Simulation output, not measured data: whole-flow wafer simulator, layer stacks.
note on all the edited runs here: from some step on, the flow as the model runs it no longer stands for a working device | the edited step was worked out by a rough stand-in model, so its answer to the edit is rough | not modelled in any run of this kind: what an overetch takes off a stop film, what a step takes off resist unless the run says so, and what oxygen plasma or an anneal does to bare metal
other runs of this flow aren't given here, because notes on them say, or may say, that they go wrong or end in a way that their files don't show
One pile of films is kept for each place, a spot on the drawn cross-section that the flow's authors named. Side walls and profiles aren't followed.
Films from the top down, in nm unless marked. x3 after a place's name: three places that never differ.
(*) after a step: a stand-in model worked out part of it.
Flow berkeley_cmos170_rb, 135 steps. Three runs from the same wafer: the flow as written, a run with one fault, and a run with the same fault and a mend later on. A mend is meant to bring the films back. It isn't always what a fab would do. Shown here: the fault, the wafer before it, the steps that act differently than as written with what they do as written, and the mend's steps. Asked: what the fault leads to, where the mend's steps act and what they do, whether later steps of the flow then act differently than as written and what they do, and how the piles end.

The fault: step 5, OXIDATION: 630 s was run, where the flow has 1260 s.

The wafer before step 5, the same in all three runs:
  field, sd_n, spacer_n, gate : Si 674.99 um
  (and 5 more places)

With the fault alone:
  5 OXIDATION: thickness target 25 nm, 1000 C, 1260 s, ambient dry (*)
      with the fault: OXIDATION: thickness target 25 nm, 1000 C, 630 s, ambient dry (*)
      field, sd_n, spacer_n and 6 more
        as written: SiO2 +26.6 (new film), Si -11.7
        with the fault: SiO2 +18.4 (new film), Si -8.08
  Later steps of the flow that act differently than as written:
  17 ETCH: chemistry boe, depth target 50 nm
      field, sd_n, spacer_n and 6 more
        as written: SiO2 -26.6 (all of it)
        with the fault: SiO2 -18.4 (all of it)
  At the end the piles differ from the flow's only slightly at the places that both follow, by at most 2% or 0.5 nm, whichever is larger.

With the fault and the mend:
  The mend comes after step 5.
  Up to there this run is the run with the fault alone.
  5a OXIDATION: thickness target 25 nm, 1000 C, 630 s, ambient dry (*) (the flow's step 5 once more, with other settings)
      field, sd_n, spacer_n and 6 more
        SiO2 +8.19, Si -3.6
  No later step of the flow acts differently than as written at any place that is followed.
  At the end the piles are the same as the flow's at every place that both follow.
